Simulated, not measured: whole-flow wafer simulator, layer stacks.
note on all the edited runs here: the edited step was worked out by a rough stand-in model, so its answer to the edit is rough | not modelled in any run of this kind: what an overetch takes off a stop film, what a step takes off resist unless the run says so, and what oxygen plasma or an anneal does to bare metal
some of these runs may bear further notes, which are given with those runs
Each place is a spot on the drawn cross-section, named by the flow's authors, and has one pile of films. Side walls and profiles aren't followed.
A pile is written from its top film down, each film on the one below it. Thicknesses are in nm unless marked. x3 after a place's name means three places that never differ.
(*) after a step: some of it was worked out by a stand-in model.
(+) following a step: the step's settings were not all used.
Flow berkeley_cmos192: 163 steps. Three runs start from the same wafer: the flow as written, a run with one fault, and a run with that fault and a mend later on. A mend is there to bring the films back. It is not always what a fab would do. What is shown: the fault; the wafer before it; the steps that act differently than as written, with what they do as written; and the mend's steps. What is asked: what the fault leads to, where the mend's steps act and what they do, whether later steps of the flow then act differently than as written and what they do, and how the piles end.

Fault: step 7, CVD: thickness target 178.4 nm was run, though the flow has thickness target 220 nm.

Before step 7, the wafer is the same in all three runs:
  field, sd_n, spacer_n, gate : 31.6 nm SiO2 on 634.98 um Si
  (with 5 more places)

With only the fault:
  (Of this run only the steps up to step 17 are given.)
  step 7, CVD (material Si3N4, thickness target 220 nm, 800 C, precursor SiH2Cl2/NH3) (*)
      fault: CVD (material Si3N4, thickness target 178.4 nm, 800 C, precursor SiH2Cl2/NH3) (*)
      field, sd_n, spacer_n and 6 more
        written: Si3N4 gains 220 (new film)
        fault: Si3N4 gains 178.4 (new film)
  Steps later in the flow that act otherwise than as written:
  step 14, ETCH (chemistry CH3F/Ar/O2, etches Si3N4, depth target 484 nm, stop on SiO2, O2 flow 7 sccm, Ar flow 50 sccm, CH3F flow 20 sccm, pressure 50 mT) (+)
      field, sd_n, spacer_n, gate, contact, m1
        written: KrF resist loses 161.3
        fault: KrF resist loses 133.6
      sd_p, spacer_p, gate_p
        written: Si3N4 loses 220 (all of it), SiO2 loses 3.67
        fault: Si3N4 loses 178.4 (all of it), SiO2 loses 3.67
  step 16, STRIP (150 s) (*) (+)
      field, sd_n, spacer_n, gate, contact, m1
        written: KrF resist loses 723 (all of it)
        fault: KrF resist loses 750.8 (all of it)
  Once step 17 is done, the piles at field, sd_n, spacer_n, gate, contact, m1 depart from the flow's by more than 2% or 0.5 nm, whichever is larger.
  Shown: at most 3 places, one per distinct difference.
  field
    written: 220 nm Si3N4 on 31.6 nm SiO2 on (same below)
    fault: 178.4 nm Si3N4 on 31.6 nm SiO2 on (same below)

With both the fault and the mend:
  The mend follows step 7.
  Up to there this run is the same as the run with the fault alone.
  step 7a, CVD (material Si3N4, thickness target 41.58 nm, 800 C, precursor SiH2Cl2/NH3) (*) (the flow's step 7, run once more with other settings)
      field, sd_n, spacer_n and 6 more
        Si3N4 gains 41.6
  Every later step of the flow that is run acts as written at every place that is followed.
  At every place that both follow, the piles at the end match the flow's.
